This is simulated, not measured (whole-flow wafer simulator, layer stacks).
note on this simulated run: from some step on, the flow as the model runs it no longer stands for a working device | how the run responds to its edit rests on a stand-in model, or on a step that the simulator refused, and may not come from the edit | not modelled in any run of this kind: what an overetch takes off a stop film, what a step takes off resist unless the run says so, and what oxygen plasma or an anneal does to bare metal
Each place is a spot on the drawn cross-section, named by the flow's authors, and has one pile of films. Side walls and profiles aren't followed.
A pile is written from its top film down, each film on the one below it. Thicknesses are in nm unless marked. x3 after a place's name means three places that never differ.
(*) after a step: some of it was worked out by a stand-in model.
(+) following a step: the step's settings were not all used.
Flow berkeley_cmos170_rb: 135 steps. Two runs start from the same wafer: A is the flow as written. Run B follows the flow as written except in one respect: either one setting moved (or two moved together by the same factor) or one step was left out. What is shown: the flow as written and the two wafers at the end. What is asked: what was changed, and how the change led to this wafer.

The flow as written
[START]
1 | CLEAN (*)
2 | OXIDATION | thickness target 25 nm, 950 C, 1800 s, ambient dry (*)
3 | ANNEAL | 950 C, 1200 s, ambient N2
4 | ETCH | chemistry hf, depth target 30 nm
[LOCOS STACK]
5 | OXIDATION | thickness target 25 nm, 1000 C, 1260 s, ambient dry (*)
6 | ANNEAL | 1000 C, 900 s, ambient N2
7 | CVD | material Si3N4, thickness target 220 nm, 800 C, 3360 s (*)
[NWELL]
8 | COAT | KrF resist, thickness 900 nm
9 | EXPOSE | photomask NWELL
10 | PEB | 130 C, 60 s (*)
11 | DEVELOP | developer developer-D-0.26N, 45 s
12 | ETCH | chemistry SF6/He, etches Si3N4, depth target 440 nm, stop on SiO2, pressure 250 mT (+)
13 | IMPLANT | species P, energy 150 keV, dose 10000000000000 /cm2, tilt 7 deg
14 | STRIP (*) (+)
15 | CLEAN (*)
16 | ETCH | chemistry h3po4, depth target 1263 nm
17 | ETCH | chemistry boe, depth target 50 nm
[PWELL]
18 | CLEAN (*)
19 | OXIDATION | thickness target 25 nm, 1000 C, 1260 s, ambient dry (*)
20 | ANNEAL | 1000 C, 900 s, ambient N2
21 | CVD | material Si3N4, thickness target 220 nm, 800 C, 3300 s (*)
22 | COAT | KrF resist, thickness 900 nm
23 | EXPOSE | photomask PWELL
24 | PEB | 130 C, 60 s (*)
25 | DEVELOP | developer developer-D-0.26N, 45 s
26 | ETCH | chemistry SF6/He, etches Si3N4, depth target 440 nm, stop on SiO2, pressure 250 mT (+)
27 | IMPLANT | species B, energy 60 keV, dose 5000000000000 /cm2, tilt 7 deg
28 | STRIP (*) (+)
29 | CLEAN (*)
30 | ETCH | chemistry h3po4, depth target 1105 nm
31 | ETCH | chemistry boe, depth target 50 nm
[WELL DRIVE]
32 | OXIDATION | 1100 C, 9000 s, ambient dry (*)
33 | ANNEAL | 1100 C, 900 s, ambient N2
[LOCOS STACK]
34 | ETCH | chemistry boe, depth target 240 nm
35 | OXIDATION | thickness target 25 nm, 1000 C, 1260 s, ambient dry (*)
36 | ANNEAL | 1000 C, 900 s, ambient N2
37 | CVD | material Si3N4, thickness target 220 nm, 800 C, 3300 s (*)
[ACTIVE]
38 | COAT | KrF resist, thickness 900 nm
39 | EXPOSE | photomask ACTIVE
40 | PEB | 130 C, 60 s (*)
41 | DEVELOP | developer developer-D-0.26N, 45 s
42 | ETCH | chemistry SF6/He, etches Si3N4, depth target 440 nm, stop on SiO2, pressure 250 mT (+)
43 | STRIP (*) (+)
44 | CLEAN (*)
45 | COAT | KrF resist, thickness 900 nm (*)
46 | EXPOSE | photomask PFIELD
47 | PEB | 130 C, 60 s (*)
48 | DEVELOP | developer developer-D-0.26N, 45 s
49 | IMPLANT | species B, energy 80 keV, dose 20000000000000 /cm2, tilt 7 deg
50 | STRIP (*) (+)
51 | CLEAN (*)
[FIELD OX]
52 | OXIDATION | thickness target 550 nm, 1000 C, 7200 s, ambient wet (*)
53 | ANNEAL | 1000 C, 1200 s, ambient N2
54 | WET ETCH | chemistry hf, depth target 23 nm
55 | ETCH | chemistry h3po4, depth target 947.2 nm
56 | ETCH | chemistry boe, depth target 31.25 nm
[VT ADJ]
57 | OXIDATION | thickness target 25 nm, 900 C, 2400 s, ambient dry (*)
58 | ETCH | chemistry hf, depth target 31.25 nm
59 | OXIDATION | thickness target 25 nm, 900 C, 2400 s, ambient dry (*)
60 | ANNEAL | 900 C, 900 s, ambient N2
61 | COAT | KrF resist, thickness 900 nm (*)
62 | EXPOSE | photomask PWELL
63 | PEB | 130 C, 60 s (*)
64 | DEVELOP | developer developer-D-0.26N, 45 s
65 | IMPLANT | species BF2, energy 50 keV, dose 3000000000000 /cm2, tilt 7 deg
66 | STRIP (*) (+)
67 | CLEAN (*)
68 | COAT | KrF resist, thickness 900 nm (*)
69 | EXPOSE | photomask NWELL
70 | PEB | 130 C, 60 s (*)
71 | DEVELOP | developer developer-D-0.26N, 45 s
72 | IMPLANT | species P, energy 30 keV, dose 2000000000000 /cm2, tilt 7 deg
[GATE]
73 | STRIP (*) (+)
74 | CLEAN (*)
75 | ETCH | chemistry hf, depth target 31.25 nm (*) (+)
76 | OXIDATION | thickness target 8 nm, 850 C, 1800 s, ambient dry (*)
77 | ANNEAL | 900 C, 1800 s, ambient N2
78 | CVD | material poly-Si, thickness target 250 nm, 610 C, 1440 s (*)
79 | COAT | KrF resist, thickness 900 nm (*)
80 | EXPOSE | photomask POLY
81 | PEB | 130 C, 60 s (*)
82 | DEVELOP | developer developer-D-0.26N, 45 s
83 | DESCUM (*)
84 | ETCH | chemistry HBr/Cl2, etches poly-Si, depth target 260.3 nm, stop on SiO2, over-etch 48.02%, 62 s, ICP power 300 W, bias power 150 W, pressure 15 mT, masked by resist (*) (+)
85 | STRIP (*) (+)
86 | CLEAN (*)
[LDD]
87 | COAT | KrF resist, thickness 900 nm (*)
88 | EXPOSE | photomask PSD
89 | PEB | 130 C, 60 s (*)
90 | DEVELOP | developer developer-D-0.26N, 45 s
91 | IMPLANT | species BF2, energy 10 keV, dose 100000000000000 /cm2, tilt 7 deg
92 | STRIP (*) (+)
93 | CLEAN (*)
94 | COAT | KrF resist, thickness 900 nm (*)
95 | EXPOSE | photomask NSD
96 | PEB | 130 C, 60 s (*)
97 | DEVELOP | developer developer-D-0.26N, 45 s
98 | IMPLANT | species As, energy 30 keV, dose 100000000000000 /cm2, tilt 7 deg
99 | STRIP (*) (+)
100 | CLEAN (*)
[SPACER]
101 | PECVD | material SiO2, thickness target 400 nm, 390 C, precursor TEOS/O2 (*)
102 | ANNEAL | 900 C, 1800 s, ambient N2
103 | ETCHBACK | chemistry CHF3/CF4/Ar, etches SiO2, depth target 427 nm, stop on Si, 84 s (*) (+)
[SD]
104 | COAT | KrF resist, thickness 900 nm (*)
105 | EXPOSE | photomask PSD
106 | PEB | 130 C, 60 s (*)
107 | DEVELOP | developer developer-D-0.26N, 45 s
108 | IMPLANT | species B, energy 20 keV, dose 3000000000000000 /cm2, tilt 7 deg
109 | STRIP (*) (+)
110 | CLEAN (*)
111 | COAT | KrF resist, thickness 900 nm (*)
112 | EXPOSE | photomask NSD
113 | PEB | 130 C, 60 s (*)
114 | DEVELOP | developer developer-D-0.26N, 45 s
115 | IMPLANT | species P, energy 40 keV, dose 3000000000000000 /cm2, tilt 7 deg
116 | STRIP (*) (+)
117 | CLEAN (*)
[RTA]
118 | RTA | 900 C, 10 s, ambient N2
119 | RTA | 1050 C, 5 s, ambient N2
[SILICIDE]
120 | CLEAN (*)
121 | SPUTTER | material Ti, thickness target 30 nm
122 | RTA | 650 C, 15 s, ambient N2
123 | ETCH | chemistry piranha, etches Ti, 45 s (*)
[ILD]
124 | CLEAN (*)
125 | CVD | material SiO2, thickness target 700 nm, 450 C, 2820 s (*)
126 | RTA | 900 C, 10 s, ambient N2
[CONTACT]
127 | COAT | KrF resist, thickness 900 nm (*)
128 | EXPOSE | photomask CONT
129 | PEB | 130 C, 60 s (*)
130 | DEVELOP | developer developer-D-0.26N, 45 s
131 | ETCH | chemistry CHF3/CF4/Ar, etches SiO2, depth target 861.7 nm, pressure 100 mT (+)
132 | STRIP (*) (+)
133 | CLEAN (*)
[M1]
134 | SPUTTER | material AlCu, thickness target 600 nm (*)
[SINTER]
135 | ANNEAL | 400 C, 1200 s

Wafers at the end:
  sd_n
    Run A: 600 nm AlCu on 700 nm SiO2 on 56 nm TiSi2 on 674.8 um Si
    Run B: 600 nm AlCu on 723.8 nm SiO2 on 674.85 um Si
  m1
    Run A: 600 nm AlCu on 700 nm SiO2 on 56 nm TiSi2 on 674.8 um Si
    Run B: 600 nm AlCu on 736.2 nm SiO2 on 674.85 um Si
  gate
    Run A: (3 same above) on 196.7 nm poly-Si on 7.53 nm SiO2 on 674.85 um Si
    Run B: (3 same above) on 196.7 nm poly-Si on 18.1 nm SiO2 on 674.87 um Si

What caused this: step 34, ETCH: depth target 118 nm was run, whereas the flow has depth target 240 nm.

Step by step, how the change led to this:
  34 | ETCH | chemistry boe, depth target 240 nm
      field, sd_n, spacer_n and 6 more: A -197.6 SiO2 (all of it) | B -118 SiO2
  35 | OXIDATION | thickness target 25 nm, 1000 C, 1260 s, ambient dry (*)
      field, sd_n, spacer_n and 6 more: A +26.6 SiO2 (new film), -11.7 Si | B +12.8 SiO2, -5.62 Si
  52 | OXIDATION | thickness target 550 nm, 1000 C, 7200 s, ambient wet (*)
      spacer_n: A +12.9 SiO2 (new film), -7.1 Si3N4 | B +12.9 SiO2 (new film), -7.1 Si3N4, +0.22 SiO2, -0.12 Si
      gate: A +12.9 SiO2 (new film), -7.1 Si3N4, +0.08 SiO2, -0.08 Si | B +12.9 SiO2 (new film), -7.1 Si3N4, +0.12 SiO2
      (and at 7 other places as well)
  56 | ETCH | chemistry boe, depth target 31.25 nm
      gate, sd_p, gate_p, contact: A -26.6 SiO2 (all of it) | B -31.2 SiO2
      spacer_n, spacer_p: A -26.6 SiO2 (all of it) | B -31.3 SiO2
      (and at 2 other places as well)
  57 | OXIDATION | thickness target 25 nm, 900 C, 2400 s, ambient dry (*)
      spacer_n, gate, spacer_p, gate_p: A +15 SiO2 (new film), -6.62 Si | B +7.75 SiO2, -3.41 Si
      sd_n: A +15 SiO2 (new film), -6.62 Si | B +4.39 SiO2, -1.93 Si
      (and at 3 other places as well)
  58 | ETCH | chemistry hf, depth target 31.25 nm
      sd_n, spacer_n, gate, gate_p, contact, m1: A -15 SiO2 (all of it) | B -31.2 SiO2
      sd_p, spacer_p: A -15 SiO2 (all of it) | B -31.3 SiO2
  59 | OXIDATION | thickness target 25 nm, 900 C, 2400 s, ambient dry (*)
      spacer_n, gate, spacer_p, gate_p: A +15 SiO2 (new film), -6.62 Si | B +7.59 SiO2, -3.34 Si
      sd_n: A +15 SiO2 (new film), -6.62 Si | B +6.8 SiO2, -2.99 Si
      (and at 3 other places as well)
  75 | ETCH | chemistry hf, depth target 31.25 nm (*) (+)
      sd_n, spacer_n, gate, sd_p, spacer_p, gate_p: A -15 SiO2 (all of it) | B -31.2 SiO2
      contact, m1: A -15 SiO2 (all of it) | B -31.3 SiO2
  76 | OXIDATION | thickness target 8 nm, 850 C, 1800 s, ambient dry (*)
      gate, spacer_p, gate_p: A +7.53 SiO2 (new film), -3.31 Si | B +4 SiO2, -1.76 Si
      sd_n: A +7.53 SiO2 (new film), -3.31 Si | B +3.14 SiO2, -1.38 Si
      (and at 4 other places as well)
  85 | STRIP (*) (+)
      gate: A -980 KrF resist (all of it) | B -1001.3 KrF resist (all of it)
      gate_p: A -979.9 KrF resist (all of it) | B -1001.3 KrF resist (all of it)
  87 | COAT | KrF resist, thickness 900 nm (*)
      gate: A +706 KrF resist (new film) | B +721.4 KrF resist (new film)
  92 | STRIP (*) (+)
      gate: A -691.8 KrF resist (all of it) | B -707.2 KrF resist (all of it)
  94 | COAT | KrF resist, thickness 900 nm (*)
      gate: A +706 KrF resist (new film) | B +721.4 KrF resist (new film)
  97 | DEVELOP | developer developer-D-0.26N, 45 s
      gate: A -706 KrF resist (all of it) | B -721.4 KrF resist (all of it)
  103 | ETCHBACK | chemistry CHF3/CF4/Ar, etches SiO2, depth target 427 nm, stop on Si, 84 s (*) (+)
      sd_n, m1: A -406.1 SiO2 (all of it) | B -427 SiO2
      sd_p: A -388.4 SiO2 (all of it) | B -412.7 SiO2 (all of it)
      (and at 1 other place as well)
  104 | COAT | KrF resist, thickness 900 nm (*)
      sd_p: A +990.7 KrF resist (new film) | B +1014.8 KrF resist (new film)
  ... another 10 steps ...
  134 | SPUTTER | material AlCu, thickness target 600 nm (*)
      sd_p: A +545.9 AlCu (new film) | B +533.3 AlCu (new film)
